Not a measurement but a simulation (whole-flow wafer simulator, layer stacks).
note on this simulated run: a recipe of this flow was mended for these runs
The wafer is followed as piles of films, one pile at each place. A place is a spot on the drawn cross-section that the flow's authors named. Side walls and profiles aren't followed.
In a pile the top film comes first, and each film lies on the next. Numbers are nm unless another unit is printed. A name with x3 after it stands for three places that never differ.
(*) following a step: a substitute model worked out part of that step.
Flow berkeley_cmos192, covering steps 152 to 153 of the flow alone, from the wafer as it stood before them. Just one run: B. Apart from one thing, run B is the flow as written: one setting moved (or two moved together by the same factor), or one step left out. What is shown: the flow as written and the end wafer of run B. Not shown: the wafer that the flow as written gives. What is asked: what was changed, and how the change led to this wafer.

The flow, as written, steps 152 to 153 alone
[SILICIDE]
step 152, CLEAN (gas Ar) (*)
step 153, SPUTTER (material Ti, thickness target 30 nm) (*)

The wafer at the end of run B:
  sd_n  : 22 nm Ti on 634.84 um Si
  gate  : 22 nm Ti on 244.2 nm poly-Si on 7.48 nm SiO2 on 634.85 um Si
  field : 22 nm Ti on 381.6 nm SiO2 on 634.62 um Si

Cause: step 153, SPUTTER: thickness target 22 nm was run, though the flow has thickness target 30 nm.
One can read it off the wafer: sd_n has Ti 22, and step 153 as written asks for 30 nm.

The path from the change to this, step by step:
  step 153, SPUTTER (material Ti, thickness target 30 nm) (*)
      field, sd_n, spacer_n, gate, spacer_p, gate_p, contact x2: +22 Ti (new film) (as written it would have been: +30 Ti (new film))
      sd_p: +20.7 Ti (new film) (as written it would have been: +28.2 Ti (new film))
